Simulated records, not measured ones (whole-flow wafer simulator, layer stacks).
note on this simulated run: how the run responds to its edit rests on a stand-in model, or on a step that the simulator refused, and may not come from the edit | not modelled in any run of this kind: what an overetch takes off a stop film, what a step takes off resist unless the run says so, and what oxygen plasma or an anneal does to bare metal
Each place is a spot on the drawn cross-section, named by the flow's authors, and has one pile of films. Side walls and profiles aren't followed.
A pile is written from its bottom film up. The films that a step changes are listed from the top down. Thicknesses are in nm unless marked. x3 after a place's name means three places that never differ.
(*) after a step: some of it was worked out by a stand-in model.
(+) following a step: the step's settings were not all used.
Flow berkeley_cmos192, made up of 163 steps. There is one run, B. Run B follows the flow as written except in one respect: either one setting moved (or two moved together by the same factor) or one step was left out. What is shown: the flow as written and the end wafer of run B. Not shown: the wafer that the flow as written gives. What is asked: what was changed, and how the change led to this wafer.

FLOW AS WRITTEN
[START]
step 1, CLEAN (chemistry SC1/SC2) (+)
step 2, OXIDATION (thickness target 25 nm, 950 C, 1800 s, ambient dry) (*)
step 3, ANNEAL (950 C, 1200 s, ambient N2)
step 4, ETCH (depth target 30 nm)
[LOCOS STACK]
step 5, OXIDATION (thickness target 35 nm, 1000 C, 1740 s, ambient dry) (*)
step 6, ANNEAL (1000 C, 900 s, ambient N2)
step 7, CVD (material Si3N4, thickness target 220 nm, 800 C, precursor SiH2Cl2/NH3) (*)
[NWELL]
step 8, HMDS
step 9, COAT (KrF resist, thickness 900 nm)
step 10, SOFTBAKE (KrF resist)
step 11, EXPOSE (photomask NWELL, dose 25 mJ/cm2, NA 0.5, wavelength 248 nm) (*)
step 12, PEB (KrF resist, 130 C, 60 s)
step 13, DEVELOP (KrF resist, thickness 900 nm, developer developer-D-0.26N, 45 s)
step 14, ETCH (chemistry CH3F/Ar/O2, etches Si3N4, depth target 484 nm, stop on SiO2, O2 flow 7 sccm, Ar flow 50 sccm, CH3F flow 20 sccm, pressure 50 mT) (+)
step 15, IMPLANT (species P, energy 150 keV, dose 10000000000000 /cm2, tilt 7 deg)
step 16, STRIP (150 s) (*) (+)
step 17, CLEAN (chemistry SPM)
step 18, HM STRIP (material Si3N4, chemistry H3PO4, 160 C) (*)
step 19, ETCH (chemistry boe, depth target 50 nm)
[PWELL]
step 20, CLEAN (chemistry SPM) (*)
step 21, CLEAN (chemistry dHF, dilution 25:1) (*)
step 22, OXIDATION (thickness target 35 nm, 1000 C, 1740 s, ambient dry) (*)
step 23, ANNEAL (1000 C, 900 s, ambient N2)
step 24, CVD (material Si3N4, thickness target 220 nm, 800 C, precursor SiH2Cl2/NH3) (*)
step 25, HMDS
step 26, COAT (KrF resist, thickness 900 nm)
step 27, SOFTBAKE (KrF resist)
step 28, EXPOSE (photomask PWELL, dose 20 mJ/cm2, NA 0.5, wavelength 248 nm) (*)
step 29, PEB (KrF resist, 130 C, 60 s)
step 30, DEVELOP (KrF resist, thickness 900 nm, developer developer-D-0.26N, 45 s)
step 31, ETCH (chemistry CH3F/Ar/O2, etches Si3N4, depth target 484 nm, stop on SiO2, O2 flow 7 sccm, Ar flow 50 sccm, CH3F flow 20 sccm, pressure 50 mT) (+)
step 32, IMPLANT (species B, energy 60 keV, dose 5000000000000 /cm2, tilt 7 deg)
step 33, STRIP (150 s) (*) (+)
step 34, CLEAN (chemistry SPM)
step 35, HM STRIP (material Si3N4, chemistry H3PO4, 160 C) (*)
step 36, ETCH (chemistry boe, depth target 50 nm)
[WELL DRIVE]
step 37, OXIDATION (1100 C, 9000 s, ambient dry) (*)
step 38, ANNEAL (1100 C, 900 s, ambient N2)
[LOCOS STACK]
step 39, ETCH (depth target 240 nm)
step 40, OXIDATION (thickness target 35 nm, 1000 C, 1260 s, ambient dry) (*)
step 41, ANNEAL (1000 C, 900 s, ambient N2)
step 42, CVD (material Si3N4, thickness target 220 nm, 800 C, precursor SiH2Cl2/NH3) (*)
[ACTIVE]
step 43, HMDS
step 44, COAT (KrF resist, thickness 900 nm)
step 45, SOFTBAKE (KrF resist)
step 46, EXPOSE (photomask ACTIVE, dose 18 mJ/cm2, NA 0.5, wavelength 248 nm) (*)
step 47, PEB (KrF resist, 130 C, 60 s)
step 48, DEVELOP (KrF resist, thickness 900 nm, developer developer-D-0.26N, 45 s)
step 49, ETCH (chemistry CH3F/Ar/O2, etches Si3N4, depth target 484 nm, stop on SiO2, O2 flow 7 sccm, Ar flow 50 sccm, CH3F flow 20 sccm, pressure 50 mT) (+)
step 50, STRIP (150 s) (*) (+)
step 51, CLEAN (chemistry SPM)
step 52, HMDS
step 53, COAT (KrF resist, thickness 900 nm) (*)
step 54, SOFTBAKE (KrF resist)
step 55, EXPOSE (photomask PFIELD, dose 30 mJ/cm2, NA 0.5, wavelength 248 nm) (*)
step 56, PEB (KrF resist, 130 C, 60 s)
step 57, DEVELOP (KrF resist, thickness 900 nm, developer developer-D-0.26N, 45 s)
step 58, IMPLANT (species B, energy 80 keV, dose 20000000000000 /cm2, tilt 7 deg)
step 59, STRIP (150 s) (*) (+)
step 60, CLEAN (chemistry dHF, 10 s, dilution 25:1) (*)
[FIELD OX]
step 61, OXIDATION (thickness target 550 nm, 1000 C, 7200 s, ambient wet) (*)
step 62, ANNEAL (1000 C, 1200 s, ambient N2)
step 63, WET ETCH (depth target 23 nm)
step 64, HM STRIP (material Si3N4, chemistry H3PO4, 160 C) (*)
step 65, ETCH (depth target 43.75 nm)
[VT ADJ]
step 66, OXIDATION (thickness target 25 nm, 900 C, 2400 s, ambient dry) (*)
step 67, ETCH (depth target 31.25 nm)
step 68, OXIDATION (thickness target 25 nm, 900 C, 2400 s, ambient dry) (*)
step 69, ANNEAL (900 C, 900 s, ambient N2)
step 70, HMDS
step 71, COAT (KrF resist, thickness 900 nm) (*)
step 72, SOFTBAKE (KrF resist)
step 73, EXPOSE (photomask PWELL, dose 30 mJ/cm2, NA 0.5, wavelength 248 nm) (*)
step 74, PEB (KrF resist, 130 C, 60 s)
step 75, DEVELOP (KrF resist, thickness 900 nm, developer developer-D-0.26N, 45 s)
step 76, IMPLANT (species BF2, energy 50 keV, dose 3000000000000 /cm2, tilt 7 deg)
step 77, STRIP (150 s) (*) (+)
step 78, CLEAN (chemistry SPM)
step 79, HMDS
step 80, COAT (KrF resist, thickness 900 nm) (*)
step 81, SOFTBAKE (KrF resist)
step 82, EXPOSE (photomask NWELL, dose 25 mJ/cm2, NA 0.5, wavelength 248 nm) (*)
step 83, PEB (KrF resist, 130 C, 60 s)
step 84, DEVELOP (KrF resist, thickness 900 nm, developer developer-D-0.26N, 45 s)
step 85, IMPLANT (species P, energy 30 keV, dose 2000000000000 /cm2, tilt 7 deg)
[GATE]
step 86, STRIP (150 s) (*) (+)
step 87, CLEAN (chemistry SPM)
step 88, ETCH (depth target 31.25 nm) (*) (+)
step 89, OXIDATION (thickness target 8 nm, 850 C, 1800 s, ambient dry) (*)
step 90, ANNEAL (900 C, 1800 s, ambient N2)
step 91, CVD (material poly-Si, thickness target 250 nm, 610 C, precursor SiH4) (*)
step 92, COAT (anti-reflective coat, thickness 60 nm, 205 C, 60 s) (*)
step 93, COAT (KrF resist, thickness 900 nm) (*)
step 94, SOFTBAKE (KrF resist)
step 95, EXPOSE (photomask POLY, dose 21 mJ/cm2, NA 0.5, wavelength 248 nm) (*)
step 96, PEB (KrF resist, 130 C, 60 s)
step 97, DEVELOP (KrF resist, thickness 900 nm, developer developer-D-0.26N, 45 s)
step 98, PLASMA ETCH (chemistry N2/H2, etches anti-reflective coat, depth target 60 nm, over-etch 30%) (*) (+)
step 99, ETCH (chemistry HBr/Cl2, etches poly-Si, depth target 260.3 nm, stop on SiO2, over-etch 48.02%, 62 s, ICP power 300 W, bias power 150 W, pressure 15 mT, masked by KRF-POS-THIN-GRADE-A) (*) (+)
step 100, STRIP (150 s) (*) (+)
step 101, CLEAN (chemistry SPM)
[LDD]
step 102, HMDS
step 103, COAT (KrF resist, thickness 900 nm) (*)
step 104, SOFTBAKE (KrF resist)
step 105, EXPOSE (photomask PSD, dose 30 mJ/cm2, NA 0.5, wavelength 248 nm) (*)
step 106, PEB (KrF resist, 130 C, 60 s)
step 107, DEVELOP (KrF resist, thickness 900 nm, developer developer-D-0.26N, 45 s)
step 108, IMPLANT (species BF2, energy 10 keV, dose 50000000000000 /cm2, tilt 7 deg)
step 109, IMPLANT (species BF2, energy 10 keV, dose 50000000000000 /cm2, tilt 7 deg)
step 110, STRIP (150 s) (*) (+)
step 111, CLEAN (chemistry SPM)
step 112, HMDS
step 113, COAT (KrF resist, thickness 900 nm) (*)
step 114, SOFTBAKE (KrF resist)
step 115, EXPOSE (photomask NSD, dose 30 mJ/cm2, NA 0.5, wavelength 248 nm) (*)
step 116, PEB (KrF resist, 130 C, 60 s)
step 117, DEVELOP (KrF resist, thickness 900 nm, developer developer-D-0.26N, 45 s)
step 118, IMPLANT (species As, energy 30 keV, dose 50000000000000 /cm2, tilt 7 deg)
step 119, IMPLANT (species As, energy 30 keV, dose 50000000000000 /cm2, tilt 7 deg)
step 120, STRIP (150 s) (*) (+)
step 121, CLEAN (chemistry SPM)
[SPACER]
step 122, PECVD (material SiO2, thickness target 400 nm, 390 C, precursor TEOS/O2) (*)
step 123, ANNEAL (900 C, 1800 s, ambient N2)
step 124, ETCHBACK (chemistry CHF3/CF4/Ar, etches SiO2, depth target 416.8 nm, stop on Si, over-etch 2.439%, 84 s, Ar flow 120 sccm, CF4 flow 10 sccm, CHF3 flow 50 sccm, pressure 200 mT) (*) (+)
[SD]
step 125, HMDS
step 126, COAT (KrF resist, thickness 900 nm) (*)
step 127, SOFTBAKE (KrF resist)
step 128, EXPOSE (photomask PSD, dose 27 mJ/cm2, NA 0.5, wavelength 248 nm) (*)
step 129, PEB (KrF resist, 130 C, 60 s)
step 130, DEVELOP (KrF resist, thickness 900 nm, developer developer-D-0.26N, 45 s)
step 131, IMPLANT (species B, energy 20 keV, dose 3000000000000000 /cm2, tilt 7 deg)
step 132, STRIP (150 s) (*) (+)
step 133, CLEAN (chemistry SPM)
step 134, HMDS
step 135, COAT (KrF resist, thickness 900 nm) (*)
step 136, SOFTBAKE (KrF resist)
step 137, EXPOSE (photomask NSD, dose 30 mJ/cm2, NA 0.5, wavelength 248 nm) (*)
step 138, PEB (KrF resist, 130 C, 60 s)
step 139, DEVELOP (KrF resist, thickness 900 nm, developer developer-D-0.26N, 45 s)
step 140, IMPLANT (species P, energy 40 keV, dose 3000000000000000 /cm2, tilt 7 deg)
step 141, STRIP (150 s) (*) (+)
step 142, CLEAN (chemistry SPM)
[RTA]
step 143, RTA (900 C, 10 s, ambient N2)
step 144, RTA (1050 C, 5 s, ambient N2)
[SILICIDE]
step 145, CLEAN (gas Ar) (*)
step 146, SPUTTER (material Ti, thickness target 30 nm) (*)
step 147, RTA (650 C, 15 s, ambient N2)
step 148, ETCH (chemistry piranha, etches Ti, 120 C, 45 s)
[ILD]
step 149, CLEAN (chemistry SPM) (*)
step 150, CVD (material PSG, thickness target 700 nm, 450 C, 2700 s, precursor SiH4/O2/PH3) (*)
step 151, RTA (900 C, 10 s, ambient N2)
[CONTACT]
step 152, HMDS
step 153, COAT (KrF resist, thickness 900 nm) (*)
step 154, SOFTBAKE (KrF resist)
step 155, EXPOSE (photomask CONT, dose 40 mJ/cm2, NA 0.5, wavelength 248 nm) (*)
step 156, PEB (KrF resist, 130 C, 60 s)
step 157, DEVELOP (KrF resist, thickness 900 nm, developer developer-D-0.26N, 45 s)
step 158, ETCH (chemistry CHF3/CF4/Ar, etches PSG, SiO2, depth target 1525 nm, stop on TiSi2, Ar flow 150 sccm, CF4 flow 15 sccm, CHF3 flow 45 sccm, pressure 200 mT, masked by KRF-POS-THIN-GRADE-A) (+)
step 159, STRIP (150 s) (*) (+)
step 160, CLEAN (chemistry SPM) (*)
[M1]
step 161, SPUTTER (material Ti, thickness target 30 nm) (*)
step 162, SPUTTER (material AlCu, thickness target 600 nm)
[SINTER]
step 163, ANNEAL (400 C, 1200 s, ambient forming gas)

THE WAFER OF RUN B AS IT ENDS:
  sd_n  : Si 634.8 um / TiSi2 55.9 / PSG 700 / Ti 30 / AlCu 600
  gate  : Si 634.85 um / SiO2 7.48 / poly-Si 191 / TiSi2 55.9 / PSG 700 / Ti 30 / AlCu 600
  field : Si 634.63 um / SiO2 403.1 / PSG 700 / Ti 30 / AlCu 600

What caused this: step 39, ETCH: depth target 165 nm was run, while the flow as written has depth target 240 nm.

Step by step, how the change led to this:
  step 39, ETCH (depth target 240 nm)
      field, sd_n, spacer_n and 6 more: -165 SiO2 (in the flow as written it would be: -197.6 SiO2 (all of it))
  step 40, OXIDATION (thickness target 35 nm, 1000 C, 1260 s, ambient dry) (*)
      field, sd_n, spacer_n and 6 more: +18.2 SiO2, -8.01 Si (in the flow as written it would be: +26.6 SiO2 (new film), -11.7 Si)
  step 61, OXIDATION (thickness target 550 nm, 1000 C, 7200 s, ambient wet) (*)
      gate: +12.1 SiO2 (new film), -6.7 Si3N4 (in the flow as written it would be: +12.1 SiO2 (new film), -6.7 Si3N4, +0.05 SiO2, -0.05 Si)
      field: +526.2 SiO2, -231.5 Si (in the flow as written it would be: +542.3 SiO2, -238.6 Si)
      (and at 2 other places as well)
  step 65, ETCH (depth target 43.75 nm)
      sd_n, spacer_n, gate, sd_p, spacer_p, gate_p, contact, m1: -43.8 SiO2 (in the flow as written it would be: -24.6 SiO2 (all of it))
  step 66, OXIDATION (thickness target 25 nm, 900 C, 2400 s, ambient dry) (*)
      spacer_n, gate, spacer_p, gate_p, contact, m1: +12.9 SiO2, -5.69 Si (in the flow as written it would be: +14.9 SiO2 (new film), -6.57 Si)
      sd_n, sd_p: +12.4 SiO2, -5.47 Si (in the flow as written it would be: +14.9 SiO2 (new film), -6.57 Si)
  step 67, ETCH (depth target 31.25 nm)
      spacer_n, gate, spacer_p, gate_p, contact, m1: -18 SiO2 (all of it) (in the flow as written it would be: -14.9 SiO2 (all of it))
      sd_n, sd_p: -20.2 SiO2 (all of it) (in the flow as written it would be: -14.9 SiO2 (all of it))
  step 92, COAT (anti-reflective coat, thickness 60 nm, 205 C, 60 s) (*)
      sd_n: +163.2 anti-reflective coat (new film) (in the flow as written it would be: +152.4 anti-reflective coat (new film))
      spacer_n: +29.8 anti-reflective coat (new film) (in the flow as written it would be: +33.8 anti-reflective coat (new film))
      (and at 6 other places as well)
  step 98, PLASMA ETCH (chemistry N2/H2, etches anti-reflective coat, depth target 60 nm, over-etch 30%) (*) (+)
      sd_n: -163.2 anti-reflective coat (all of it), -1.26 poly-Si (in the flow as written it would be: -152.4 anti-reflective coat (all of it), -1.17 poly-Si)
      spacer_n: -29.8 anti-reflective coat (all of it), -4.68 poly-Si (in the flow as written it would be: -33.8 anti-reflective coat (all of it), -4.21 poly-Si)
      (and at 4 other places as well)
  step 100, STRIP (150 s) (*) (+)
      gate: +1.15 chemical SiO2 (new film), -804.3 KrF resist (all of it), -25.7 anti-reflective coat (all of it), -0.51 poly-Si (in the flow as written it would be: +1.15 chemical SiO2 (new film), -791.8 KrF resist (all of it), -30 anti-reflective coat (all of it), -0.51 poly-Si)
      gate_p: +1.15 chemical SiO2 (new film), -773.2 KrF resist (all of it), -27.9 anti-reflective coat (all of it), -0.51 poly-Si (in the flow as written it would be: +1.15 chemical SiO2 (new film), -765.1 KrF resist (all of it), -31 anti-reflective coat (all of it), -0.51 poly-Si)
